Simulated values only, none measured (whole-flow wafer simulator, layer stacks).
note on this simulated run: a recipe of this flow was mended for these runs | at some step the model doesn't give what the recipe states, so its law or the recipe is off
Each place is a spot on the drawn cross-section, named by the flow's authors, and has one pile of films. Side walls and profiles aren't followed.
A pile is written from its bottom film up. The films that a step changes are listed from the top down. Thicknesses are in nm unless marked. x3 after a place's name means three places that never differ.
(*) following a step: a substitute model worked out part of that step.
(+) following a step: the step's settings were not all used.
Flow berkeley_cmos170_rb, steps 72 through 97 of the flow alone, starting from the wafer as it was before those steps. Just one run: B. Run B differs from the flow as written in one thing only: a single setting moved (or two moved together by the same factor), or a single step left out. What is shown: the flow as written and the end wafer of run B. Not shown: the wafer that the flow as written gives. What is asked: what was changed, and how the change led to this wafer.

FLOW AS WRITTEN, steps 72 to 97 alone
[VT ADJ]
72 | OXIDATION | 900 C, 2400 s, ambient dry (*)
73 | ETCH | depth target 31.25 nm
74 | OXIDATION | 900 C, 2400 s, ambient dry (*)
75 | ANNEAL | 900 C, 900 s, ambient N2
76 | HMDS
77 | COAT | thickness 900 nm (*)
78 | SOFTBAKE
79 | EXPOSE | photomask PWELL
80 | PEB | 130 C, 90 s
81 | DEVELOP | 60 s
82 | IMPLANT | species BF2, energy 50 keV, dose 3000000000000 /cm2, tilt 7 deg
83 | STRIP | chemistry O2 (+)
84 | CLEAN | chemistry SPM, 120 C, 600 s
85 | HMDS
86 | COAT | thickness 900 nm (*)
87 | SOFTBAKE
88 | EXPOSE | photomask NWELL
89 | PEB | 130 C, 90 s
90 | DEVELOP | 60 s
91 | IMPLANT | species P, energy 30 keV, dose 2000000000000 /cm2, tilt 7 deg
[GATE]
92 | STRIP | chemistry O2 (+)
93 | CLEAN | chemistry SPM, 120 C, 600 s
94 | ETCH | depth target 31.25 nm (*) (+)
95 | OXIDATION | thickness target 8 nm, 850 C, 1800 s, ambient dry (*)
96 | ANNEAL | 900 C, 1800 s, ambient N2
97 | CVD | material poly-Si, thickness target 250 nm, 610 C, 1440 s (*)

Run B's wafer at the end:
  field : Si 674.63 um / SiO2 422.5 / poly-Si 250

The reason: step 73, ETCH: depth target 40.62 nm was run, while the flow as written has depth target 31.25 nm.

Step by step, how the change led to this:
  73 | ETCH | depth target 31.25 nm
      field: SiO2 loses 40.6 (as written it would have been: SiO2 loses 31.2)
